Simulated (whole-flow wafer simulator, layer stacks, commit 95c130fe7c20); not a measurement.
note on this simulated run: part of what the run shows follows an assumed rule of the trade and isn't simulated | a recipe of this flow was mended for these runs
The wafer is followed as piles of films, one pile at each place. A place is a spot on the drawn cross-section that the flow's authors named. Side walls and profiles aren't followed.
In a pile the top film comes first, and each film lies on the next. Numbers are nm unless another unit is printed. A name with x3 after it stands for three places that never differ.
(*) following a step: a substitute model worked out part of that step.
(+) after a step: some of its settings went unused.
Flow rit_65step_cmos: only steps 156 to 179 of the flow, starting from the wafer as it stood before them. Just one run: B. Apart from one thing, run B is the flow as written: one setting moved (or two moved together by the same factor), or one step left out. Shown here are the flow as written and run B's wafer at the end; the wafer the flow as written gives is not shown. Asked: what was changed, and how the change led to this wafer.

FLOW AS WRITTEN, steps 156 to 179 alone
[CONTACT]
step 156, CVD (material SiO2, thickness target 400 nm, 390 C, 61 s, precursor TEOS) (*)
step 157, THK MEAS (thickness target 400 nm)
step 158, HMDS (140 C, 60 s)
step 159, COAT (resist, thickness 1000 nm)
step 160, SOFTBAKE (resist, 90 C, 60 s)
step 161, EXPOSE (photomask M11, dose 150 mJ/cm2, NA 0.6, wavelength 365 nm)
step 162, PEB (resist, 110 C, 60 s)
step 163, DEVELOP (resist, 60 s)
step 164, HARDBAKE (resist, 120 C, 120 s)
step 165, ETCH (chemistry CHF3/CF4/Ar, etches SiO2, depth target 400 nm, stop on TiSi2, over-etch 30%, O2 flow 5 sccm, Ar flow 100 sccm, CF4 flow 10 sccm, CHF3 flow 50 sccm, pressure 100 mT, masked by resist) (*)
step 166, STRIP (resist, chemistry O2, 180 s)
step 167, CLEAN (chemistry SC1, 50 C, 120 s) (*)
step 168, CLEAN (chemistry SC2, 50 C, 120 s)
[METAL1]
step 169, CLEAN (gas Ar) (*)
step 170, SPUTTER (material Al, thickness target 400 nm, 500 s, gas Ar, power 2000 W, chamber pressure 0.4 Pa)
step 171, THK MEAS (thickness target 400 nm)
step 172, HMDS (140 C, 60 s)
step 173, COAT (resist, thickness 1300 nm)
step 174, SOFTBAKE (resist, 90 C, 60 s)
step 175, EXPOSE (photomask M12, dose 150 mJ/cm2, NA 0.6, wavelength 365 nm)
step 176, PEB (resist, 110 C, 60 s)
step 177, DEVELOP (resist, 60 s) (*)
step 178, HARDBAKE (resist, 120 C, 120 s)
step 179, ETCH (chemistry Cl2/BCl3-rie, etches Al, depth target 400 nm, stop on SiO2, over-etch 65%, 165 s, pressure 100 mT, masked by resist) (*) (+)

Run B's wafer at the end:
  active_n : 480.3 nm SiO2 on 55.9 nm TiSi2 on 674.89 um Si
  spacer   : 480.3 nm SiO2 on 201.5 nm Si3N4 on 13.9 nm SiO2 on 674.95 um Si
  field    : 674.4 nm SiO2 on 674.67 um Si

Cause: step 156, CVD: thickness target 520 nm was run, whereas the flow has thickness target 400 nm; step 156, CVD: 79 s was run, where the flow has 61 s.

Step by step, how the change led to this:
  step 156, CVD (material SiO2, thickness target 400 nm, 390 C, 61 s, precursor TEOS) (*)
      active_n, active_p, gate_n and 7 more: SiO2 gains 520 (new film) (in the flow as written it would be: SiO2 gains 400 (new film))
      field, field_pw, field_nw, field_p: SiO2 gains 520 (in the flow as written it would be: SiO2 gains 400)
  step 165, ETCH (chemistry CHF3/CF4/Ar, etches SiO2, depth target 400 nm, stop on TiSi2, over-etch 30%, O2 flow 5 sccm, Ar flow 100 sccm, CF4 flow 10 sccm, CHF3 flow 50 sccm, pressure 100 mT, masked by resist) (*)
      contact: SiO2 loses 520 (all of it), TiSi2 loses 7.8 (in the flow as written it would be: SiO2 loses 400 (all of it), TiSi2 loses 6)
  step 170, SPUTTER (material Al, thickness target 400 nm, 500 s, gas Ar, power 2000 W, chamber pressure 0.4 Pa)
      contact: Al gains 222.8 (new film) (in the flow as written it would be: Al gains 255.4 (new film))
  step 173, COAT (resist, thickness 1300 nm)
      contact: resist gains 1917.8 (new film) (in the flow as written it would be: resist gains 1785.1 (new film))
  step 176, PEB (resist, 110 C, 60 s)
      contact: resist loses 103 (in the flow as written it would be: resist loses 95.5)
  step 178, HARDBAKE (resist, 120 C, 120 s)
      contact: resist loses 67.4 (in the flow as written it would be: resist loses 62.1)
